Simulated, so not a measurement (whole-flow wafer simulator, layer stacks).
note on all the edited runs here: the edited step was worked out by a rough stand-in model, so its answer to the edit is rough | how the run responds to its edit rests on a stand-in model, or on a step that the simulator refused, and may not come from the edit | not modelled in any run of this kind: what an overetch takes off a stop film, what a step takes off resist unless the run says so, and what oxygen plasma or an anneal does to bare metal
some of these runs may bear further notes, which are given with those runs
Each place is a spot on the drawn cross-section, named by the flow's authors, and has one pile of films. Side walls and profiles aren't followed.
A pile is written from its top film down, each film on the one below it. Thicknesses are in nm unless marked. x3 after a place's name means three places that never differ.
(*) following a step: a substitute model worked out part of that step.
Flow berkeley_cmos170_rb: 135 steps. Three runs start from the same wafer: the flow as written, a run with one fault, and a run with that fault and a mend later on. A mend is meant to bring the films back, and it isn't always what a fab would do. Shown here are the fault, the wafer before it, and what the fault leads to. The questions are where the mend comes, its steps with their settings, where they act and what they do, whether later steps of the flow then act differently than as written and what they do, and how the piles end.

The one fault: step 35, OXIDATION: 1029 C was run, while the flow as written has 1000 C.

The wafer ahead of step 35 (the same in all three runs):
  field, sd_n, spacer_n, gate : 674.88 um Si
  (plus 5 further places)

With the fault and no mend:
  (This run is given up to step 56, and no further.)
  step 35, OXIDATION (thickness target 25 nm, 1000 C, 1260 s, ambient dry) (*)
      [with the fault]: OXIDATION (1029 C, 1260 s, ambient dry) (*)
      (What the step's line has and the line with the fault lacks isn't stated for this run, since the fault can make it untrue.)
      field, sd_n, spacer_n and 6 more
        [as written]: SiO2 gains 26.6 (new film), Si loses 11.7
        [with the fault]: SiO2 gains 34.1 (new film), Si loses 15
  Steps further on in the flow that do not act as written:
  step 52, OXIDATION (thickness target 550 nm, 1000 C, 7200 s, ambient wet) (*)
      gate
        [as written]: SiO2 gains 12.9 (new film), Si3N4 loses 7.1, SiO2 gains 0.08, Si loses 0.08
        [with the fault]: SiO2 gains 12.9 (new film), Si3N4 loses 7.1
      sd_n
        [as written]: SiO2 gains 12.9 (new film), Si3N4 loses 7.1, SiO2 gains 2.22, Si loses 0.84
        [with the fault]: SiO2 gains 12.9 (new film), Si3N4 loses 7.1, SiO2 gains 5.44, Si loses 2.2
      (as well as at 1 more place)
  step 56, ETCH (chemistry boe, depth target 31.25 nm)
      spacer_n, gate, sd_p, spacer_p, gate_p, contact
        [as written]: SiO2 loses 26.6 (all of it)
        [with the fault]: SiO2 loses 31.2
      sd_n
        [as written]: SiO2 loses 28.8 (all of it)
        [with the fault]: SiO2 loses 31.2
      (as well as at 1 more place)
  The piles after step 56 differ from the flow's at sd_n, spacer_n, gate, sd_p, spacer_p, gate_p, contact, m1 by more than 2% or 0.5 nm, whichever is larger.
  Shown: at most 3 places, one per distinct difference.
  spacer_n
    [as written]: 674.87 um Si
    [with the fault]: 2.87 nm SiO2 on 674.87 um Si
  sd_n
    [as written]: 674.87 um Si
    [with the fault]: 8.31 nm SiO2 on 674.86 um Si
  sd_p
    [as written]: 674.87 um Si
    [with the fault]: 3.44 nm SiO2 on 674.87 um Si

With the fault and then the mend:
  The mend follows step 36.
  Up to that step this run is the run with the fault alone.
  step 36a, WET ETCH (chemistry hf, depth target 7.572 nm)
      field, sd_n, spacer_n and 6 more
        SiO2 loses 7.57
  Later steps of the flow that are run all act as written at every place that is followed, up to a difference of at most 2% or 0.5 nm, whichever is larger.
  The piles end only slightly different from the flow's at the places that both follow, by no more than 2% or 0.5 nm, whichever is larger.
